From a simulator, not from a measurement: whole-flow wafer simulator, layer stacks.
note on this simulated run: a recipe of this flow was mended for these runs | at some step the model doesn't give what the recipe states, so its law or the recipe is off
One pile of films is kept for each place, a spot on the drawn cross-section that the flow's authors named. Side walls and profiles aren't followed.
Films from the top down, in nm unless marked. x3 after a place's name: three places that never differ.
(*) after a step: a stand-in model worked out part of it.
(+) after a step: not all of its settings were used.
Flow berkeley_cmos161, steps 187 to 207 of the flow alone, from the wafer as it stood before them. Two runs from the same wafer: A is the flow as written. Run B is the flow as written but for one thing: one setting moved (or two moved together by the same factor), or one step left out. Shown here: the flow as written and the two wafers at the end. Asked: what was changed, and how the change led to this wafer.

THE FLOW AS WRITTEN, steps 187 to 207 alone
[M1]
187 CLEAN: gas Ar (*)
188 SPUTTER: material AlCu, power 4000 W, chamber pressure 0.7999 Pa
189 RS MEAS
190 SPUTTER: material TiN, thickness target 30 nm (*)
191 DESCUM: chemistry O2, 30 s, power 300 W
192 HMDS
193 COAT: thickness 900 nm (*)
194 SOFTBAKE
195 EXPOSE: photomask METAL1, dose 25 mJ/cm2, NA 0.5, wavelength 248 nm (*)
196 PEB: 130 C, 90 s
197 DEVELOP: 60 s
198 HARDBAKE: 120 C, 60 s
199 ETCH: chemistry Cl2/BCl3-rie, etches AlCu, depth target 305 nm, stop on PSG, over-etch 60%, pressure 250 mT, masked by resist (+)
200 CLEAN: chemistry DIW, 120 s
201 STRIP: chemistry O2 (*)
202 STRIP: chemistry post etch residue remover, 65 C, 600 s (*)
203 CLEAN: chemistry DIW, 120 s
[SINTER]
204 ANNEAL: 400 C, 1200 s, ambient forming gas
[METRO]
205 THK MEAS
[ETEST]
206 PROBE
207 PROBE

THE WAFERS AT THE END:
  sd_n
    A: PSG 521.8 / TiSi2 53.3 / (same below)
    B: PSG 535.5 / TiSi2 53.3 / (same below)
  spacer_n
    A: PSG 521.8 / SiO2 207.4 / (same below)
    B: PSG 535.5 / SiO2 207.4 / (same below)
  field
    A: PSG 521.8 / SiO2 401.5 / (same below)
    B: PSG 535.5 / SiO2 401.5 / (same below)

The cause: step 190, SPUTTER: thickness target 23 nm was run, where the flow has thickness target 30 nm; step 199, ETCH: depth target 232 nm was run, where the flow has depth target 305 nm.

How the change led to this, step by step:
  190 SPUTTER: material TiN, thickness target 30 nm (*)
      field, sd_n, spacer_n, gate_n, spacer_p, gate_p, m1: A TiN +30 (new film) | B TiN +23 (new film)
      sd_p: A TiN +26.1 (new film) | B TiN +20 (new film)
      (and at 1 more place)
  199 ETCH: chemistry Cl2/BCl3-rie, etches AlCu, depth target 305 nm, stop on PSG, over-etch 60%, pressure 250 mT, masked by resist (+)
      field, sd_n, spacer_n, gate_n, spacer_p, gate_p: A TiN -30 (all of it), AlCu -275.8 (all of it), PSG -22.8 | B TiN -23 (all of it), AlCu -275.8 (all of it), PSG -9.05
      contact, m1: A KrF-resist -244 | B KrF-resist -185.6
      (and at 1 more place)
  201 STRIP: chemistry O2 (*)
      contact: A KrF-resist -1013 (all of it) | B KrF-resist -1070.1 (all of it)
      m1: A KrF-resist -537.5 (all of it) | B KrF-resist -595.9 (all of it)
